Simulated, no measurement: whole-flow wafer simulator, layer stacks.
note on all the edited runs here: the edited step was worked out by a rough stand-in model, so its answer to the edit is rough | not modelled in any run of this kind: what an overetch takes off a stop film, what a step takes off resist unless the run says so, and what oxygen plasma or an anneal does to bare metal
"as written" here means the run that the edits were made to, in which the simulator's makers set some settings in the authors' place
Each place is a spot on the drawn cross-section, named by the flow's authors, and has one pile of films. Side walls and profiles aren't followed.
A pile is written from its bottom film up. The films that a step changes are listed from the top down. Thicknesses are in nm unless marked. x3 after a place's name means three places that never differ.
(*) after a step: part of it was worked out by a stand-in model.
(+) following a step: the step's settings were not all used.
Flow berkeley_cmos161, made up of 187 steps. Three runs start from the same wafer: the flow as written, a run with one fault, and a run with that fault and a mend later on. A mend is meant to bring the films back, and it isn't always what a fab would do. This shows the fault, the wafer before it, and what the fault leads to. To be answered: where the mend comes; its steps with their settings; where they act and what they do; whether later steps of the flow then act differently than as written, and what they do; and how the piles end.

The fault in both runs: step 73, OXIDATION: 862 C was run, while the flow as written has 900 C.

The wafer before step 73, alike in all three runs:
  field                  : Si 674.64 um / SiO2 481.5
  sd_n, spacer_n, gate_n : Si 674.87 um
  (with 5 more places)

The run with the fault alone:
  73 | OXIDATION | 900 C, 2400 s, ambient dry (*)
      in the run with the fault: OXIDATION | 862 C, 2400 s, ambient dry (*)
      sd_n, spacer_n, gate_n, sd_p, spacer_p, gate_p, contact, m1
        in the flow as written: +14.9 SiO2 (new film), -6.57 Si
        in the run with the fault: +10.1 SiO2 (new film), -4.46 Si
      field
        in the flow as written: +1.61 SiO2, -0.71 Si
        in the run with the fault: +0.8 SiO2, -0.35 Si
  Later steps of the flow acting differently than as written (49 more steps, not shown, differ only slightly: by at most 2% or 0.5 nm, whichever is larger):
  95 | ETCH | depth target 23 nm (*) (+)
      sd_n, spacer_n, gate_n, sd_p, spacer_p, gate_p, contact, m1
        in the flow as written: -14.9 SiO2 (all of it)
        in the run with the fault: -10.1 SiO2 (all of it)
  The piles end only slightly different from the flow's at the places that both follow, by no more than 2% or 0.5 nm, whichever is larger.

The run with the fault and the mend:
  The mend stands after step 74.
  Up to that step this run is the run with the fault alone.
  74a | OXIDATION | 900 C, 1080 s, ambient dry (*) (the flow's step 73 again, with other settings)
      sd_n, spacer_n, gate_n, sd_p, spacer_p, gate_p, contact, m1
        +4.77 SiO2, -2.1 Si
      field
        +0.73 SiO2, -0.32 Si
  Later steps of the flow that are run all act as written at every place that is followed, up to a difference of at most 2% or 0.5 nm, whichever is larger.
  The piles end only slightly different from the flow's at the places that both follow, by no more than 2% or 0.5 nm, whichever is larger.
